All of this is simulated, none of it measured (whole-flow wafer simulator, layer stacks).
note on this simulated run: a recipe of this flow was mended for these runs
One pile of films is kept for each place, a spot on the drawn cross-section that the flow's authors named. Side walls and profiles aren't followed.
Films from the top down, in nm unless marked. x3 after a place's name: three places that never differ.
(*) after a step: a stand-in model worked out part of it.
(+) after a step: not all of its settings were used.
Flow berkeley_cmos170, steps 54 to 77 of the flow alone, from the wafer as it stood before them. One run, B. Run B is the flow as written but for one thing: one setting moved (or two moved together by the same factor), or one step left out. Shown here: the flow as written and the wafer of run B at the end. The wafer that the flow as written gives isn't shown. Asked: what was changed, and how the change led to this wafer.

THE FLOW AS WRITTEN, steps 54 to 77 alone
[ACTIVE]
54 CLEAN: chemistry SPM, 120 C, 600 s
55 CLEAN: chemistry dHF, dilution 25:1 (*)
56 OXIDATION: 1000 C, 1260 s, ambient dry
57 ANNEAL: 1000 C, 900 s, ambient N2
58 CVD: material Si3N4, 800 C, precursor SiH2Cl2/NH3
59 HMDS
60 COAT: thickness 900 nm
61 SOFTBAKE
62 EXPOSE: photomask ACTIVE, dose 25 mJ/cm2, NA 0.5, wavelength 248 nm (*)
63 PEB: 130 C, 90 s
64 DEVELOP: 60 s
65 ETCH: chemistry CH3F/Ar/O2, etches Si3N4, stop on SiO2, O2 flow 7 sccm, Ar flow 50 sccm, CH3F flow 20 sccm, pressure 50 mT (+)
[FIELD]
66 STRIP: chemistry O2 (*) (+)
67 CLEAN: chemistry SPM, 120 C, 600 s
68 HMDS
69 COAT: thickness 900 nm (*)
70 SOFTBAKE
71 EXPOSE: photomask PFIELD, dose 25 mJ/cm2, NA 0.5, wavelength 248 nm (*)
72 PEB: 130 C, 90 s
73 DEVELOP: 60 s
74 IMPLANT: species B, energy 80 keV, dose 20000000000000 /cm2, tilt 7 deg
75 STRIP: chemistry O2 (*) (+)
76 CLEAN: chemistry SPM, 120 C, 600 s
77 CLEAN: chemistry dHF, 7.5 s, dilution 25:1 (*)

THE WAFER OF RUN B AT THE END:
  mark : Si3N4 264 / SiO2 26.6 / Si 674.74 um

The cause: step 58, CVD: 820 C was run, where the flow has 800 C.

How the change led to this, step by step:
  58 CVD: material Si3N4, 800 C, precursor SiH2Cl2/NH3
      field, mark, sd_n and 10 more: Si3N4 +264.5 (new film) (as written it would be: Si3N4 +220 (new film))
  65 ETCH: chemistry CH3F/Ar/O2, etches Si3N4, stop on SiO2, O2 flow 7 sccm, Ar flow 50 sccm, CH3F flow 20 sccm, pressure 50 mT (+)
      mark, sd_n, spacer_n and 9 more: KrF-resist -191 (as written it would be: KrF-resist -161.3)
      field: Si3N4 -264.5 (all of it), SiO2 -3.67 (as written it would be: Si3N4 -220 (all of it), SiO2 -3.67)
  66 STRIP: chemistry O2 (*) (+)
      mark, sd_n, spacer_n and 9 more: KrF-resist -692 (all of it) (as written it would be: KrF-resist -721.7 (all of it))
  69 COAT: thickness 900 nm (*)
      sd_n: KrF-resist +762.4 (new film) (as written it would be: KrF-resist +784.1 (new film))
      sd_p: KrF-resist +789.5 (new film) (as written it would be: KrF-resist +807.6 (new film))
      (and at 2 more places)
  75 STRIP: chemistry O2 (*) (+)
      sd_n: KrF-resist -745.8 (all of it) (as written it would be: KrF-resist -767.4 (all of it))
      sd_p: KrF-resist -772.9 (all of it) (as written it would be: KrF-resist -790.9 (all of it))
      (and at 2 more places)
